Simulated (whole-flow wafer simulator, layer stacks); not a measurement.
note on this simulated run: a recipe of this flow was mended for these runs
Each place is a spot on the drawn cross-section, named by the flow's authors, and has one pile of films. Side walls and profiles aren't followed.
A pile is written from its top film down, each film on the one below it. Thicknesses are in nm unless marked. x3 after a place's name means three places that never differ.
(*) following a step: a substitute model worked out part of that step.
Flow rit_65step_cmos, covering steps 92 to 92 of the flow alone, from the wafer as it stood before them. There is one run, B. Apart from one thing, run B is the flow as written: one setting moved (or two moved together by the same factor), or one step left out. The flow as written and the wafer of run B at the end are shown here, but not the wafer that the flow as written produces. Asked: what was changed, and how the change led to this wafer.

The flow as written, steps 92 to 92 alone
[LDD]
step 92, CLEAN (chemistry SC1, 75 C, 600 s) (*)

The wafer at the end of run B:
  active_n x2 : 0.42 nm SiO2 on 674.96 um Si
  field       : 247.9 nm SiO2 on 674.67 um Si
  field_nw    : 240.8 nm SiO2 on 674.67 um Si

The reason: step 92, CLEAN: 87 C was run, though the flow has 75 C.

Step by step, how the change led to this:
  step 92, CLEAN (chemistry SC1, 75 C, 600 s) (*)
      field, field_pw, field_nw, field_p, active_n x2, spacer x6: -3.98 SiO2 (as written it would have been: -2.05 SiO2)
      gate_n x2: -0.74 chemical SiO2, -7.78 poly-Si (as written it would have been: -0.74 chemical SiO2, -3.77 poly-Si)
